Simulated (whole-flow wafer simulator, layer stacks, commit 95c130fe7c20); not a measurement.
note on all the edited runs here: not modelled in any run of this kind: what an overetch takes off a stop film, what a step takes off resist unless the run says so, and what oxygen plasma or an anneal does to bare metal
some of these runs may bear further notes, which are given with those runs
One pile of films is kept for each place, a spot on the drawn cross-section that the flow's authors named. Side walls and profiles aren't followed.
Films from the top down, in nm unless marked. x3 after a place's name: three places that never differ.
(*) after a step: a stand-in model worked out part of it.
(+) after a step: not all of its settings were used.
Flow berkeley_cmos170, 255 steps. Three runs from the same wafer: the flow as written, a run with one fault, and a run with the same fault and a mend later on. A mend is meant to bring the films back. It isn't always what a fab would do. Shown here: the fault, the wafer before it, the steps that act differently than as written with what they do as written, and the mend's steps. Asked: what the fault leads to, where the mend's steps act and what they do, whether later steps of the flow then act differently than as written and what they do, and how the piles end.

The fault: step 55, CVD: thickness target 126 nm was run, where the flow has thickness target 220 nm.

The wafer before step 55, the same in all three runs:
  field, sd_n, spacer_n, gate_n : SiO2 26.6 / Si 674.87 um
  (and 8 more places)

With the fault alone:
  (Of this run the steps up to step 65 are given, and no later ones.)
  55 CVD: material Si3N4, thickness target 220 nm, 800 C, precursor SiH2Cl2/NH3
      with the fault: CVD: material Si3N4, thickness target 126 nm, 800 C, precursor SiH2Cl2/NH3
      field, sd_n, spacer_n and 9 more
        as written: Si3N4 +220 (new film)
        with the fault: Si3N4 +126 (new film)
  Later steps of the flow that act differently than as written:
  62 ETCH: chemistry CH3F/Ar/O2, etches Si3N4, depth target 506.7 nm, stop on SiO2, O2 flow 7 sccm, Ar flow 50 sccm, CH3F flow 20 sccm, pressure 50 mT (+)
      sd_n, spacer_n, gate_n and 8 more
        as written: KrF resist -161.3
        with the fault: KrF resist -98.7
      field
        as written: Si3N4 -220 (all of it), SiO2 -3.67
        with the fault: Si3N4 -126 (all of it), SiO2 -3.67
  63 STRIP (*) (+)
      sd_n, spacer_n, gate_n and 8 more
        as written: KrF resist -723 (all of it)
        with the fault: KrF resist -785.7 (all of it)
  After step 65 the piles differ from the flow's by more than 2% or 0.5 nm, whichever is larger, at sd_n, spacer_n, gate_n and 8 more.
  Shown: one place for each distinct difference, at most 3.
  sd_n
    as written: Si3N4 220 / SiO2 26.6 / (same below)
    with the fault: Si3N4 126 / SiO2 26.6 / (same below)

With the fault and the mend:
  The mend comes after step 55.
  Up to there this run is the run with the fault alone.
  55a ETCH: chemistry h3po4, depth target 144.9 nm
      field, sd_n, spacer_n and 9 more
        Si3N4 -126 (all of it)
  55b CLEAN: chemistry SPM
      changes no film at any place that is followed
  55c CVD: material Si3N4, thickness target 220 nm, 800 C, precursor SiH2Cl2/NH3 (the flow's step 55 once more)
      field, sd_n, spacer_n and 9 more
        Si3N4 +220 (new film)
  No later step of the flow acts differently than as written at any place that is followed.
  At the end the piles are the same as the flow's at every place that both follow.
